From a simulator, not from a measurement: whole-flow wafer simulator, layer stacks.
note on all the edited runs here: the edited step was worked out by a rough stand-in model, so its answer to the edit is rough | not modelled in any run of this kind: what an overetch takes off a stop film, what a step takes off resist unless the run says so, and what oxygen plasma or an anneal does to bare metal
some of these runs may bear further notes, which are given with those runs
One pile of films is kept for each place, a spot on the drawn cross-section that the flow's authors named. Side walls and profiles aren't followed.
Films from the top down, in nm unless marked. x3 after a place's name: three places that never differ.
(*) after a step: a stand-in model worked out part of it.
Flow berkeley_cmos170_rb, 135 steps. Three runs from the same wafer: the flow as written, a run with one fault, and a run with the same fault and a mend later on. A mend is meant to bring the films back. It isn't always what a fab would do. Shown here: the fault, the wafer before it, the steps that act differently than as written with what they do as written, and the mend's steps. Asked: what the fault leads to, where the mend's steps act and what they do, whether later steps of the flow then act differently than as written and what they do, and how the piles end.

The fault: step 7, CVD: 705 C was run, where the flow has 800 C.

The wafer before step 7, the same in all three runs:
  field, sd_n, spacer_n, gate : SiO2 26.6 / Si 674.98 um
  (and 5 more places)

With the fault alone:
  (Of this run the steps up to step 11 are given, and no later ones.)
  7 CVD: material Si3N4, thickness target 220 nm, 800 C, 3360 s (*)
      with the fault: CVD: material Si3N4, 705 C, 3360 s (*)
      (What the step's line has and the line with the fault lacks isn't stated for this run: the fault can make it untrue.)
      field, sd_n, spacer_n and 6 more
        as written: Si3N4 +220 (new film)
        with the fault: Si3N4 +40.2 (new film)
  No later step of the flow up to step 11 acts differently than as written at any place that is followed.
  After step 11 the piles differ from the flow's by more than 2% or 0.5 nm, whichever is larger, at field, sd_n, spacer_n and 6 more.
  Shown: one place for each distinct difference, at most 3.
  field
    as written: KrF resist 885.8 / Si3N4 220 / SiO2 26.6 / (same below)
    with the fault: KrF resist 885.8 / Si3N4 40.2 / SiO2 26.6 / (same below)
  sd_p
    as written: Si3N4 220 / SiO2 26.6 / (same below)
    with the fault: Si3N4 40.2 / SiO2 26.6 / (same below)

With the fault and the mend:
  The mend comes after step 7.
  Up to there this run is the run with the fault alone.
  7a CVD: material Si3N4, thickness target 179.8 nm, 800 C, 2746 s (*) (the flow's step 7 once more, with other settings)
      field, sd_n, spacer_n and 6 more
        Si3N4 +179.8
  No later step of the flow acts differently than as written at any place that is followed.
  At the end the piles are the same as the flow's at every place that both follow.
